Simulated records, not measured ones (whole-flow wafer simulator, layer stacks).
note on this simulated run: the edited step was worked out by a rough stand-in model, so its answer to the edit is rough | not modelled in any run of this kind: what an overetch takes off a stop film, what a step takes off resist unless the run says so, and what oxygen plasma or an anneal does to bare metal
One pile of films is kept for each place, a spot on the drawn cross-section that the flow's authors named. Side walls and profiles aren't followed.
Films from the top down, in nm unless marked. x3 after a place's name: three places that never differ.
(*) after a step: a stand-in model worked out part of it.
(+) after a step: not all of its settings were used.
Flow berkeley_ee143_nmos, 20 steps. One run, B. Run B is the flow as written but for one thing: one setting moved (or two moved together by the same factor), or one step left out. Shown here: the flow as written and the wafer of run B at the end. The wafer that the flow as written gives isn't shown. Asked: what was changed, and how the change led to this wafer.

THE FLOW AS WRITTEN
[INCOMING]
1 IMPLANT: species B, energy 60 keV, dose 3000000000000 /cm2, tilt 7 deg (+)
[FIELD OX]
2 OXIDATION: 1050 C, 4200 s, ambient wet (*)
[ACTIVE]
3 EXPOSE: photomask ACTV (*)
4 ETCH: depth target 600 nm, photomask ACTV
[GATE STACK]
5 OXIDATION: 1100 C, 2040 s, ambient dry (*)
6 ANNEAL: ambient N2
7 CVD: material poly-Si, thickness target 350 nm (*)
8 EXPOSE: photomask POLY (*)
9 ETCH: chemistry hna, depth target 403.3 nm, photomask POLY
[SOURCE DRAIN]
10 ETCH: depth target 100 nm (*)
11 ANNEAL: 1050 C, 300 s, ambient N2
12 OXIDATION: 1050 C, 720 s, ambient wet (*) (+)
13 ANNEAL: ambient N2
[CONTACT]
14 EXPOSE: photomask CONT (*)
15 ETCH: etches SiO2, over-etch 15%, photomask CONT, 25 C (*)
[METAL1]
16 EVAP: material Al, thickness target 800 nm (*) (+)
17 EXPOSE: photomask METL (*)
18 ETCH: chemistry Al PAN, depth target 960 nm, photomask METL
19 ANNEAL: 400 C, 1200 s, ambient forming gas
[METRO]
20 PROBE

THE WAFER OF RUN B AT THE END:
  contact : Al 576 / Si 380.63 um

The cause: step 16, EVAP: thickness target 576 nm was run, where the flow has thickness target 800 nm.
It can be read off the wafer: contact has Al 576, and step 16 as written asks for 800 nm.

How the change led to this, step by step:
  16 EVAP: material Al, thickness target 800 nm (*) (+)
      gate, sd, contact, field: Al +576 (new film) (as written it would be: Al +800 (new film))
  18 ETCH: chemistry Al PAN, depth target 960 nm, photomask METL
      gate, sd, field: Al -576 (all of it) (as written it would be: Al -800 (all of it))
